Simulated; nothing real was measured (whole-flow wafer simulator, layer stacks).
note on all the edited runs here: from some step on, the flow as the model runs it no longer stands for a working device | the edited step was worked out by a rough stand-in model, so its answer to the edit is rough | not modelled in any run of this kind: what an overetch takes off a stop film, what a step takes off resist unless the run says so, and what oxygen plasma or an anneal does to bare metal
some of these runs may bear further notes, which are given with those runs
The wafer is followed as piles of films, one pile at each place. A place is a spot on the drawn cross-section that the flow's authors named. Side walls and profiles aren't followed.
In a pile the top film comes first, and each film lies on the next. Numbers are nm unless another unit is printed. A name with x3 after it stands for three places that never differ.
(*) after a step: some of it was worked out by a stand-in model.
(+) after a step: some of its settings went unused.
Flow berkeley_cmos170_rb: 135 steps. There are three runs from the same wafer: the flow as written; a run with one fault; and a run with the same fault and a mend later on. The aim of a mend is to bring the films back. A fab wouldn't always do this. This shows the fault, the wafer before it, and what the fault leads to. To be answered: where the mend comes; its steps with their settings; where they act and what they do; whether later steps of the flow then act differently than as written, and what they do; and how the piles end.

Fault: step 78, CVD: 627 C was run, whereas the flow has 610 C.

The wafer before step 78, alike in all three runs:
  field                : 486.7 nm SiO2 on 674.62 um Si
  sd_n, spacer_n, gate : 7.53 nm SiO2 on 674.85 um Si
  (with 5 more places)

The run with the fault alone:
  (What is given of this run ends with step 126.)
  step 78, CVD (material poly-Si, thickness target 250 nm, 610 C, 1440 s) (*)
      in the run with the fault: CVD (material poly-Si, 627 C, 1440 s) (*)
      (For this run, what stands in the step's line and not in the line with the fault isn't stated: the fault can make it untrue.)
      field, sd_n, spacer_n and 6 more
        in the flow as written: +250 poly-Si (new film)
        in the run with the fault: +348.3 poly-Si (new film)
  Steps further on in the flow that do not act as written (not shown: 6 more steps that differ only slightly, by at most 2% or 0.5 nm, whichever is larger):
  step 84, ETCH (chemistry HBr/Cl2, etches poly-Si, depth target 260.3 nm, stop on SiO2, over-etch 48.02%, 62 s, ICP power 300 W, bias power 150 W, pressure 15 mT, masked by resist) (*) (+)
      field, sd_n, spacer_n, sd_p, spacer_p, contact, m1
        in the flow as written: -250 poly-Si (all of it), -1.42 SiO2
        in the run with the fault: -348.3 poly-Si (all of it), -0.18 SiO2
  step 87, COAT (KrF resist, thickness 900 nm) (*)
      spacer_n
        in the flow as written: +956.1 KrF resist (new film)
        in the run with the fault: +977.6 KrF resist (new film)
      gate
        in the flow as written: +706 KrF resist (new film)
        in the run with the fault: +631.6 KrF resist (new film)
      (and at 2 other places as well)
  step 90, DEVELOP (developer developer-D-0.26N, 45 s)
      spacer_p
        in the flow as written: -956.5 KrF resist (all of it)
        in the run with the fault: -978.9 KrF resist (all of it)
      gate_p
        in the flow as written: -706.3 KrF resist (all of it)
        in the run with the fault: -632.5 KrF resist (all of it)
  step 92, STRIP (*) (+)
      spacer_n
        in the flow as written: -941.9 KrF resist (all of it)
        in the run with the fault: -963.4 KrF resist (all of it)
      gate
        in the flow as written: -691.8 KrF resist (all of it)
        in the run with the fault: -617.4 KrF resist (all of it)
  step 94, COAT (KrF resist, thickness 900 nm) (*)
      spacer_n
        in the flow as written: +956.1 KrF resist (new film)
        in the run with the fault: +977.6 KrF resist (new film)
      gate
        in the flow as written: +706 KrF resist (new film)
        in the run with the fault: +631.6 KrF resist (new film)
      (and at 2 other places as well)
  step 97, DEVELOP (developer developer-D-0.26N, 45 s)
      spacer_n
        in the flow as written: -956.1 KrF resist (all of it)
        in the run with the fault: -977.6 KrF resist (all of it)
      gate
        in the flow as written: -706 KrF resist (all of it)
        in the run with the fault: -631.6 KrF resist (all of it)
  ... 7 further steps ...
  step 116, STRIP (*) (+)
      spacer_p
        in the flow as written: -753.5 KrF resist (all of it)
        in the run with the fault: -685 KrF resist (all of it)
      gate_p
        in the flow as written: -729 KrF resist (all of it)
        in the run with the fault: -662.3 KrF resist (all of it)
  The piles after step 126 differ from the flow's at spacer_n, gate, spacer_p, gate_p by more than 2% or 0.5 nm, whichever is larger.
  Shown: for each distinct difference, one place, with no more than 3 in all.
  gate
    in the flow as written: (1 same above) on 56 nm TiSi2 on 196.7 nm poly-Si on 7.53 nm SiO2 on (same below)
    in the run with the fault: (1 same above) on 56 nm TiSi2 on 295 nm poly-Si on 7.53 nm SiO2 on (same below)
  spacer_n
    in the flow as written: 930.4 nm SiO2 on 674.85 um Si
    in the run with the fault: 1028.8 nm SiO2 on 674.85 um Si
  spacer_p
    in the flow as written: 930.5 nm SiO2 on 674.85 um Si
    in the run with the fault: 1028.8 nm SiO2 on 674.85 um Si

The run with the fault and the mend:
  The mend follows step 78.
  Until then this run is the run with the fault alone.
  step 78a, ETCH (chemistry tmah, depth target 98.31 nm)
      field, sd_n, spacer_n and 6 more
        -98.3 poly-Si
  None of the later steps of the flow acts differently than as written at any place that is followed.
  The piles end the same as the flow's at every place that both follow.
